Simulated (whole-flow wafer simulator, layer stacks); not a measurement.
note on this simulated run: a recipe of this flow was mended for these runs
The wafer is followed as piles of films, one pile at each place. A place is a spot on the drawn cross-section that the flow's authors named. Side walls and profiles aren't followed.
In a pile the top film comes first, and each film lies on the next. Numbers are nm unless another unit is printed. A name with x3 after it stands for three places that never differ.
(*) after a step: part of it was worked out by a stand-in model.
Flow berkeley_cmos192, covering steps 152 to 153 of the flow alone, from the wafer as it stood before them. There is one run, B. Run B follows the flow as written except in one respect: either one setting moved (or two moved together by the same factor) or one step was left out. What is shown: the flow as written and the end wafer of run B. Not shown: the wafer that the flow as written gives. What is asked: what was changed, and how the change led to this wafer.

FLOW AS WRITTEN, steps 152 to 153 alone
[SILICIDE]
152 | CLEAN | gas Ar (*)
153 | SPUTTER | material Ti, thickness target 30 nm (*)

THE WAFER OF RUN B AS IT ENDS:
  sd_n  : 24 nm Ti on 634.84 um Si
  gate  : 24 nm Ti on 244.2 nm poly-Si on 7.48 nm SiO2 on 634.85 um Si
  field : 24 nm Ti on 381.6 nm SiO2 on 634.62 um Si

What caused this: step 153, SPUTTER: thickness target 24 nm was run, though the flow has thickness target 30 nm.
The wafer lets one read it off: sd_n has Ti 24, and step 153 as written asks for 30 nm.

Step by step, how the change led to this:
  153 | SPUTTER | material Ti, thickness target 30 nm (*)
      field, sd_n, spacer_n, gate, spacer_p, gate_p, contact x2: +24 Ti (new film) (as written it would have been: +30 Ti (new film))
      sd_p: +22.6 Ti (new film) (as written it would have been: +28.2 Ti (new film))
